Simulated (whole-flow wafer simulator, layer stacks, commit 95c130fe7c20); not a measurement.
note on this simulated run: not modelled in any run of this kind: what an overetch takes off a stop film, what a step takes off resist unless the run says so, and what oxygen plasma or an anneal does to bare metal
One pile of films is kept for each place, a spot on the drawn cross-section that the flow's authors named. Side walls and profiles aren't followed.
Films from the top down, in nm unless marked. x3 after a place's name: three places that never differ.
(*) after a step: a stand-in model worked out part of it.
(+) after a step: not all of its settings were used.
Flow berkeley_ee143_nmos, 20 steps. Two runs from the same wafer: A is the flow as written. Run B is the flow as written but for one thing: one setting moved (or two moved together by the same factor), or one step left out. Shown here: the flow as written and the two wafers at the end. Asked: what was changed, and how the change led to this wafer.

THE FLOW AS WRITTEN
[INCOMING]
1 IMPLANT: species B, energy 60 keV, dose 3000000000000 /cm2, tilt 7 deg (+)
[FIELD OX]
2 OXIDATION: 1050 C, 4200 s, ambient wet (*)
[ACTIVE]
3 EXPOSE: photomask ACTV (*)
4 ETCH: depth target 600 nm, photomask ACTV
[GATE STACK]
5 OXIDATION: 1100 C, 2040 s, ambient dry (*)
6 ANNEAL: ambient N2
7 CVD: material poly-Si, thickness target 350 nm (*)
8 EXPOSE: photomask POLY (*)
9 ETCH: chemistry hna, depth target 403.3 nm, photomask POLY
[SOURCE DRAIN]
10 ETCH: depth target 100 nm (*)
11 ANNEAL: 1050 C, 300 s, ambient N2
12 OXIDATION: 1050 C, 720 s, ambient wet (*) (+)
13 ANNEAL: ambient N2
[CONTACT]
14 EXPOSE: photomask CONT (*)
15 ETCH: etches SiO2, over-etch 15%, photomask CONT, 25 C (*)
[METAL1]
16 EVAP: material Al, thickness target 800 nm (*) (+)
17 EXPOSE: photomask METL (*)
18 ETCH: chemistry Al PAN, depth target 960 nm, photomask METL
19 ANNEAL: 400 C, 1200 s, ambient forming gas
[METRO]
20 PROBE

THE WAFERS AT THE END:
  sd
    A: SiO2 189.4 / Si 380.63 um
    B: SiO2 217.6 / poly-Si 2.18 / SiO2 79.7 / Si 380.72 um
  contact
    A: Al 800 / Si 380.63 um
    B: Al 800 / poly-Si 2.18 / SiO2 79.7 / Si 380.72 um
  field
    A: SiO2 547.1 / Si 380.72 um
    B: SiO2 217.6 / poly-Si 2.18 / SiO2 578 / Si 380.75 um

The cause: step 9, ETCH: depth target 252.1 nm was run, where the flow has depth target 403.3 nm.

How the change led to this, step by step:
  9 ETCH: chemistry hna, depth target 403.3 nm, photomask POLY
      sd, contact, field: A poly-Si -350 (all of it) | B poly-Si -252.1
  10 ETCH: depth target 100 nm (*)
      sd, contact: A SiO2 -79.7 (all of it) | B nothing
      field: A SiO2 -100 | B nothing
  12 OXIDATION: 1050 C, 720 s, ambient wet (*) (+)
      sd, contact: A SiO2 +189.4 (new film), Si -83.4 | B SiO2 +217.6 (new film), poly-Si -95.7
      field: A SiO2 +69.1, Si -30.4 | B SiO2 +217.6 (new film), poly-Si -95.7
  15 ETCH: etches SiO2, over-etch 15%, photomask CONT, 25 C (*)
      contact: A SiO2 -189.4 (all of it) | B SiO2 -217.6 (all of it)
